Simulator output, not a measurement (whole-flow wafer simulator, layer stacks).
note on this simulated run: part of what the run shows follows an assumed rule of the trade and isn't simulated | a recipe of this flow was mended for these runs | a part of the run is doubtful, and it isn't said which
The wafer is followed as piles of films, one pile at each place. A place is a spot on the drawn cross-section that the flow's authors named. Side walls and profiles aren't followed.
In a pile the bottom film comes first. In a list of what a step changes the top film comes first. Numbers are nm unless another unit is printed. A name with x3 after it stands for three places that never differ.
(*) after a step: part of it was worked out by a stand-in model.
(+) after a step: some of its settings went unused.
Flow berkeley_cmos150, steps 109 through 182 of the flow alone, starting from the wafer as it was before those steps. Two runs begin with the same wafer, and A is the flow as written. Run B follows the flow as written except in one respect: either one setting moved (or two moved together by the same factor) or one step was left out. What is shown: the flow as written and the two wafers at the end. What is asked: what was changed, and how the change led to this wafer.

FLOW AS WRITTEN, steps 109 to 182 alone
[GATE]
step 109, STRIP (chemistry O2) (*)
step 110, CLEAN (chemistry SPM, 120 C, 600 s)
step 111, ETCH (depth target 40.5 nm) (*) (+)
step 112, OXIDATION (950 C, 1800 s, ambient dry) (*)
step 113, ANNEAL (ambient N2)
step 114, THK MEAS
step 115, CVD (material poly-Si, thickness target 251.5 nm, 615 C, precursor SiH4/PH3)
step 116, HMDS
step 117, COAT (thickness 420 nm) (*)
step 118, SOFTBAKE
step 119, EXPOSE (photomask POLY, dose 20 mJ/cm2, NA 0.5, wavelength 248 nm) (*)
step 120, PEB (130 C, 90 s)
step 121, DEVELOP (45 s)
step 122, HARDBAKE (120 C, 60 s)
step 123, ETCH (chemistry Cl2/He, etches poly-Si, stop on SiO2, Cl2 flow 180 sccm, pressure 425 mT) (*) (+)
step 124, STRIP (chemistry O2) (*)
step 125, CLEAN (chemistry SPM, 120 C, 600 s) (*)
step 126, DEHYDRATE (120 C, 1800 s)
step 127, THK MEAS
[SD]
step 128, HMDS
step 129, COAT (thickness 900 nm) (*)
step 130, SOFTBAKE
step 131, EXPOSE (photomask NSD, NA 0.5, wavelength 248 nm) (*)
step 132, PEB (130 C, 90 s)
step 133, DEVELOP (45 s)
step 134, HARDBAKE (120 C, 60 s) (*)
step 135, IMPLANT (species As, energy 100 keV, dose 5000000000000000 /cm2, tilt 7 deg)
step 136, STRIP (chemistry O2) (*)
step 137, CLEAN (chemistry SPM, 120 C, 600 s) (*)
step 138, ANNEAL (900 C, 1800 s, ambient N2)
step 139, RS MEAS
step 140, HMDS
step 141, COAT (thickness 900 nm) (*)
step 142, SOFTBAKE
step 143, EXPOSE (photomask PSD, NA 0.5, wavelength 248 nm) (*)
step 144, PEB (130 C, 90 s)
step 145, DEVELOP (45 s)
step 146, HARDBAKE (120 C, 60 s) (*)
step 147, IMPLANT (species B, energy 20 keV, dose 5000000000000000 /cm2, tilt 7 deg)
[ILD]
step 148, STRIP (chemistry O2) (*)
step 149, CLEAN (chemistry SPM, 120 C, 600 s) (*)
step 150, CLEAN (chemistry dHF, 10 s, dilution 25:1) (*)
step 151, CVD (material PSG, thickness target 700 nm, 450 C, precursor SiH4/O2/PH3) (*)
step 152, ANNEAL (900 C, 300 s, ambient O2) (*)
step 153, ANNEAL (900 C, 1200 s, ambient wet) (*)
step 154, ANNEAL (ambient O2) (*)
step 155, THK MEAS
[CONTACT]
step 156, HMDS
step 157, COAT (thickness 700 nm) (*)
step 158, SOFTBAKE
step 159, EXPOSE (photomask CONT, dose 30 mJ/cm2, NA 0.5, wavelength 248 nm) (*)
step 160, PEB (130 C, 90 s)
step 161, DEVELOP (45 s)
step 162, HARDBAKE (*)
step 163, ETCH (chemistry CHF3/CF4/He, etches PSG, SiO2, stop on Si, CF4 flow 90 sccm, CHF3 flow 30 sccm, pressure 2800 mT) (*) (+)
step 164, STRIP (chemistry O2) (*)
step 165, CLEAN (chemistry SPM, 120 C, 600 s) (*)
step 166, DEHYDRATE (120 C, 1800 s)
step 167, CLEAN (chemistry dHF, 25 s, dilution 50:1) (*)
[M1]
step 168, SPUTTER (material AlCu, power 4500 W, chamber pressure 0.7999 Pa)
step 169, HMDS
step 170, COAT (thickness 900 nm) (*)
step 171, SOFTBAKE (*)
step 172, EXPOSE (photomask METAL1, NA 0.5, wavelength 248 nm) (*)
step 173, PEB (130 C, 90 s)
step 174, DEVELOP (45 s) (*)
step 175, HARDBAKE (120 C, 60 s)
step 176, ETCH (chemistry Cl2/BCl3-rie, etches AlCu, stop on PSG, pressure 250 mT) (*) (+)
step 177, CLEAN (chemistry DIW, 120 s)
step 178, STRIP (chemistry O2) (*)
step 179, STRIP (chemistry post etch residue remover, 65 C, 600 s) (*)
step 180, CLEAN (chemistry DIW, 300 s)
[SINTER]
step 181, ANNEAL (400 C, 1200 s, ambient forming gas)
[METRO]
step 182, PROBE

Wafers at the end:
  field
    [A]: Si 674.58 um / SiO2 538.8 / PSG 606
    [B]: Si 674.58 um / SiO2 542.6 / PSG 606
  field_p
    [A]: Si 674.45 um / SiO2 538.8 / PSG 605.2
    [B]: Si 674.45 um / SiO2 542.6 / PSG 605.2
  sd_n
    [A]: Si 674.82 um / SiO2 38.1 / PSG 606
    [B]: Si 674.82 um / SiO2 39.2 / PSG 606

What caused this: step 111, ETCH: depth target 36.7 nm was run, while the flow as written has depth target 40.5 nm.

The path from the change to this, step by step:
  step 111, ETCH (depth target 40.5 nm) (*) (+)
      sd_n: A -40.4 SiO2 (all of it) | B -36.7 SiO2
      field, field_p: A -40.5 SiO2 | B -36.7 SiO2
  step 112, OXIDATION (950 C, 1800 s, ambient dry) (*)
      sd_n: A +20.4 SiO2 (new film), -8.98 Si | B +17.9 SiO2, -7.89 Si
  step 176, ETCH (chemistry Cl2/BCl3-rie, etches AlCu, stop on PSG, pressure 250 mT) (*) (+)
      gate_p: A -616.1 AlCu (all of it), -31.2 PSG | B -609.6 AlCu (all of it), -32.1 PSG
